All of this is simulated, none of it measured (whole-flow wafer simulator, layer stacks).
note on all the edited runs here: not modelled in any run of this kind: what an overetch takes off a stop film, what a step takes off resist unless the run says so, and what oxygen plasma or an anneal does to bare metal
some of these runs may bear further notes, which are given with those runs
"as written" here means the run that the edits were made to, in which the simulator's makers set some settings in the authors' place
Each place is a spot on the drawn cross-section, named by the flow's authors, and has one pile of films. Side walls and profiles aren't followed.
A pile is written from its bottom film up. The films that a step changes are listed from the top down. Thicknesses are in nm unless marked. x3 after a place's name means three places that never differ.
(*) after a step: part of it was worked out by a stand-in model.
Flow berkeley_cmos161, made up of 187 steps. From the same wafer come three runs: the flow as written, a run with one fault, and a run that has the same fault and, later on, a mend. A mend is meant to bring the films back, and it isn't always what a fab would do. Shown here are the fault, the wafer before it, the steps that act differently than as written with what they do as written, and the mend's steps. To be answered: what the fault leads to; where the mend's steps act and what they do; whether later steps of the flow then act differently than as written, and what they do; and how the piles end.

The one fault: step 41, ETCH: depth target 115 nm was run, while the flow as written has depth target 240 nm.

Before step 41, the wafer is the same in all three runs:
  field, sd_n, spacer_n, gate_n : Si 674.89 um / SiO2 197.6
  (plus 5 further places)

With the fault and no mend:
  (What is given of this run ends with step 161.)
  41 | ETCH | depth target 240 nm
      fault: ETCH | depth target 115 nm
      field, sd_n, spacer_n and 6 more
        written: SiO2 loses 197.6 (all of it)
        fault: SiO2 loses 115
  Steps further on in the flow that do not act as written (28 more steps, not shown, differ only slightly: by at most 2% or 0.5 nm, whichever is larger):
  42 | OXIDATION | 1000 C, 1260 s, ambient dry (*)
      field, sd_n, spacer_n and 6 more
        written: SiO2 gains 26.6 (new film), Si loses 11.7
        fault: SiO2 gains 12.6, Si loses 5.53
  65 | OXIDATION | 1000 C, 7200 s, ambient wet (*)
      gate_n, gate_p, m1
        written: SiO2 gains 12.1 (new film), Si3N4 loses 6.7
        fault: SiO2 gains 12.1 (new film), Si3N4 loses 6.7, SiO2 gains 0.17
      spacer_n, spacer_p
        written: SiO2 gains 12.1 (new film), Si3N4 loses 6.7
        fault: SiO2 gains 12.1 (new film), Si3N4 loses 6.7, SiO2 gains 0.23, Si loses 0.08
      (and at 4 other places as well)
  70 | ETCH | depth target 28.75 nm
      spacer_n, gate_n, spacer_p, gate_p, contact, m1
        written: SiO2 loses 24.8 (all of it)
        fault: SiO2 loses 28.8
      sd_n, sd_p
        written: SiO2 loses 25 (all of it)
        fault: SiO2 loses 28.8
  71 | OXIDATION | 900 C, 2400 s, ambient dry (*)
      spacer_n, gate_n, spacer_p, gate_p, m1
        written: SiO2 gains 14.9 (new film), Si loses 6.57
        fault: SiO2 gains 7.55, Si loses 3.32
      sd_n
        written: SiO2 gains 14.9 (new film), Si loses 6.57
        fault: SiO2 gains 7.02, Si loses 3.09
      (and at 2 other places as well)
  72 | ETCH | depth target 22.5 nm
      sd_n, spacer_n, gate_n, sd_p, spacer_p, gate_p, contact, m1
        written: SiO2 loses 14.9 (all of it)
        fault: SiO2 loses 22.5
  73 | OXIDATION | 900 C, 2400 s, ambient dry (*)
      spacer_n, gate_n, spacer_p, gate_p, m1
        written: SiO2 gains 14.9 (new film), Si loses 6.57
        fault: SiO2 gains 7.05, Si loses 3.1
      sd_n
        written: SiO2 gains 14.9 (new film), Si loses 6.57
        fault: SiO2 gains 6.65, Si loses 2.93
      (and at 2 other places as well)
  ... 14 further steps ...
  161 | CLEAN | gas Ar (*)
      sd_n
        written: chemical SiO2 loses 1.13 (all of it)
        fault: SiO2 loses 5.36
  Once step 161 is done, the piles at field, sd_n, spacer_n, gate_n, spacer_p, gate_p depart from the flow's by more than 2% or 0.5 nm, whichever is larger.
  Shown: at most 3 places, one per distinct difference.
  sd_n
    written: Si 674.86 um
    fault: Si 674.87 um / SiO2 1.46
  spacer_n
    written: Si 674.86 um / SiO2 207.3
    fault: Si 674.88 um / SiO2 237
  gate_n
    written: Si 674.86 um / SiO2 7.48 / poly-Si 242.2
    fault: Si 674.88 um / SiO2 37.2 / poly-Si 242.2

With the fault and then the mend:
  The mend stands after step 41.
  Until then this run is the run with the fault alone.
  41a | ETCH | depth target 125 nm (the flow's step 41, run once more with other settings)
      field, sd_n, spacer_n and 6 more
        SiO2 loses 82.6 (all of it)
  None of the later steps of the flow acts differently than as written at any place that is followed.
  By the end, the piles equal the flow's at every place that both follow.
